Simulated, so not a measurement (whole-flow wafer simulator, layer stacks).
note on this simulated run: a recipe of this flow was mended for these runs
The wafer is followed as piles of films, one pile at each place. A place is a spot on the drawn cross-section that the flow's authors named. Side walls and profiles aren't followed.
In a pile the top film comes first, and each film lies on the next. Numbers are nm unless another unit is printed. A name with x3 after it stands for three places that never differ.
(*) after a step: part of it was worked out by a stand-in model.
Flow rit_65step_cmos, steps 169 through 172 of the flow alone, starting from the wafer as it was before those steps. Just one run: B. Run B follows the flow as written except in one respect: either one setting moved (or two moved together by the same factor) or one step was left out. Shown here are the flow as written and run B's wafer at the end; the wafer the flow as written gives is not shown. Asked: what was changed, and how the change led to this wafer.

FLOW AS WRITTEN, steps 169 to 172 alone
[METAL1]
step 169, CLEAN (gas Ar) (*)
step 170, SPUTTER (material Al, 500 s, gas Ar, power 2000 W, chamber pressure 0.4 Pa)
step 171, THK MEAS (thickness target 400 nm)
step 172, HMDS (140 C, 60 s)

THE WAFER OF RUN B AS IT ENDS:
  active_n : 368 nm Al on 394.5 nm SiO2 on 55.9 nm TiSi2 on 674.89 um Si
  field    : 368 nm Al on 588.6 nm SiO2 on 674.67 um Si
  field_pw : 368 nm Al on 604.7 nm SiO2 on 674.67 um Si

Cause: step 170, SPUTTER: 460 s was run, whereas the flow has 500 s.

How this came from the change, step by step:
  step 170, SPUTTER (material Al, 500 s, gas Ar, power 2000 W, chamber pressure 0.4 Pa)
      field, field_pw, field_nw and 10 more: +368 Al (new film) (in the flow as written it would be: +400 Al (new film))
      contact: +236.6 Al (new film) (in the flow as written it would be: +255.4 Al (new film))
